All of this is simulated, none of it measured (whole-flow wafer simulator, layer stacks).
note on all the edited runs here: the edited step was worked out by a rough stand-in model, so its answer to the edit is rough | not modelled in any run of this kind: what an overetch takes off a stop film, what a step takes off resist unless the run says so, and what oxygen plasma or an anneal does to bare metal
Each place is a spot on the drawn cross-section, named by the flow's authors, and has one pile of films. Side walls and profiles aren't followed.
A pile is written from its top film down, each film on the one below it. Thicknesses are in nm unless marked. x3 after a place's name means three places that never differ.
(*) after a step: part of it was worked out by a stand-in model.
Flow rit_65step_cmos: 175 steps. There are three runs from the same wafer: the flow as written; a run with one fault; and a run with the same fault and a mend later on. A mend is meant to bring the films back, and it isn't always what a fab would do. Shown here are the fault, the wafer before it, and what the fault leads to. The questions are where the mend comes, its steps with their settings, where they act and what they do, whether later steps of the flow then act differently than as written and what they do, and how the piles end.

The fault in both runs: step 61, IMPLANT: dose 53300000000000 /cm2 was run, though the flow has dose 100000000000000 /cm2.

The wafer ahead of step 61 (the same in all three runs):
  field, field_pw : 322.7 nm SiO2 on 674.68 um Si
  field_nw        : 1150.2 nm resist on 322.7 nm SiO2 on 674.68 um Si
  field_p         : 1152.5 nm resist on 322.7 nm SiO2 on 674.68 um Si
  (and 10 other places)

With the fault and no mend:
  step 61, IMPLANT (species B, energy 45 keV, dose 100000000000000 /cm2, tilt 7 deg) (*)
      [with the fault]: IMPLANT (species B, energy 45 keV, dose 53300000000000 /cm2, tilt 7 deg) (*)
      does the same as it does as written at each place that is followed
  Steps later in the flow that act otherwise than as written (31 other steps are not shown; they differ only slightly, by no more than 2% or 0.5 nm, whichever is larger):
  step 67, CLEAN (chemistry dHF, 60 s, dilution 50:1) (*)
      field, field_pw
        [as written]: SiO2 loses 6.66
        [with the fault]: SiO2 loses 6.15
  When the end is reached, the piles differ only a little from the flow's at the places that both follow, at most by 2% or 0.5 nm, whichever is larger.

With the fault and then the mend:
  After step 61 comes the mend.
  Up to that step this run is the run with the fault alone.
  step 61a, IMPLANT (species B, energy 45 keV, dose 46700000000000 /cm2, tilt 7 deg) (*) (the flow's step 61, run once more with other settings)
      alters no film at any place that is followed
  Every later step of the flow that is run acts as written at every place that is followed.
  The piles end the same as the flow's at every place that both follow.
